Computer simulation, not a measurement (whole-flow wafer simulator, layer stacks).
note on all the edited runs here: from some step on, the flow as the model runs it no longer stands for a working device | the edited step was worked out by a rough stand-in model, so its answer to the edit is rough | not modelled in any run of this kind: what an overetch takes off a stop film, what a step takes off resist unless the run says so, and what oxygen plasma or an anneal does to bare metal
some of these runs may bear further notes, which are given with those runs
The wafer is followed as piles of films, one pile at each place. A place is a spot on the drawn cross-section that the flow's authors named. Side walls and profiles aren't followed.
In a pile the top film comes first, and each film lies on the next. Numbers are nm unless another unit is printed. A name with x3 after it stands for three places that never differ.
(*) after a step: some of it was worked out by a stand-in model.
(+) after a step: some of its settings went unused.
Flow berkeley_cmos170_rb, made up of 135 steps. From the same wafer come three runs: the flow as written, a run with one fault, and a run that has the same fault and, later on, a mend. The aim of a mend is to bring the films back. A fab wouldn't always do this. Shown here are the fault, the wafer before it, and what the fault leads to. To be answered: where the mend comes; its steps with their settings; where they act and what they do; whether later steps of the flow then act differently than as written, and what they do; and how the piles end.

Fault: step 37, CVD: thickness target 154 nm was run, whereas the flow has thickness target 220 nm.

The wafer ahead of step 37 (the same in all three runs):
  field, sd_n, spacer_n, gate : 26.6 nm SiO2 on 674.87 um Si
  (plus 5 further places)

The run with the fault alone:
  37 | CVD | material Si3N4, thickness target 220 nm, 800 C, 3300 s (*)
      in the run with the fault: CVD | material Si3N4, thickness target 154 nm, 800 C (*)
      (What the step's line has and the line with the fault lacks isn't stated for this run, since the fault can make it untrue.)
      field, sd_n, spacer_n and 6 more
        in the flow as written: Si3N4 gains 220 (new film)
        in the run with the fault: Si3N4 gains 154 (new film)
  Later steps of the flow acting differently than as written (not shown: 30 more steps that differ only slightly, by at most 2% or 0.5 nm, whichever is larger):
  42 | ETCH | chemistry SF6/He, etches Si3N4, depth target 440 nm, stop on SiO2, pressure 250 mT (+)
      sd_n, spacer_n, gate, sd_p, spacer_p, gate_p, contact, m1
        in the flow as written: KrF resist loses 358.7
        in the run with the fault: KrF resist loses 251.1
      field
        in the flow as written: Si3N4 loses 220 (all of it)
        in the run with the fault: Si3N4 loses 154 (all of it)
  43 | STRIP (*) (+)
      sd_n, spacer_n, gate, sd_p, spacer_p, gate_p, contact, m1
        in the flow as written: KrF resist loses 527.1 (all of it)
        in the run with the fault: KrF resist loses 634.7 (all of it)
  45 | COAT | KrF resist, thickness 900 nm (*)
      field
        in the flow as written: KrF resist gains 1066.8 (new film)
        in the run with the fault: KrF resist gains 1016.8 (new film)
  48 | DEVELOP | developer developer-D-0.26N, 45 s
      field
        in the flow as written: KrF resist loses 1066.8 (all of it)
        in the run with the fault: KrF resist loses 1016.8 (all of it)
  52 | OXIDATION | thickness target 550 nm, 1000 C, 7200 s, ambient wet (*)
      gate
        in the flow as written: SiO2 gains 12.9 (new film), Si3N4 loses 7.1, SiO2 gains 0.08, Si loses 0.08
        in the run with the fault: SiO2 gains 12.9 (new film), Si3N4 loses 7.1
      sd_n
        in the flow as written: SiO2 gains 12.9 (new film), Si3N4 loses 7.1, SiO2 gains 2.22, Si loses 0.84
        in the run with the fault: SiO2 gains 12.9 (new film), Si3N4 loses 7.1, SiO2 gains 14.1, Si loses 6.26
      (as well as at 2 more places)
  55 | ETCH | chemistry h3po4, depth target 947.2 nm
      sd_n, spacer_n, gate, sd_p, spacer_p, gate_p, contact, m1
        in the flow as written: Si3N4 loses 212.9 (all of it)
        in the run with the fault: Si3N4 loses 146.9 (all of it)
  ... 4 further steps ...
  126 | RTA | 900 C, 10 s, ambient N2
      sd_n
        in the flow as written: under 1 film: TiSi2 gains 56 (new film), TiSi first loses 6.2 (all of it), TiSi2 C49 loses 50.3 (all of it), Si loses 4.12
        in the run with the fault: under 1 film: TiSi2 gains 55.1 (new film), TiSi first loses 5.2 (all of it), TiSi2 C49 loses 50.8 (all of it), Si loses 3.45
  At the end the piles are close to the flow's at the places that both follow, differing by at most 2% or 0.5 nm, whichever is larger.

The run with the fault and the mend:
  The mend follows step 37.
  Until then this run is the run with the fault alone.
  37a | CVD | material Si3N4, thickness target 66 nm, 800 C (*) (the flow's step 37, run once more with other settings)
      field, sd_n, spacer_n and 6 more
        Si3N4 gains 66
  None of the later steps of the flow acts differently than as written at any place that is followed.
  At every place that both follow, the piles at the end match the flow's.
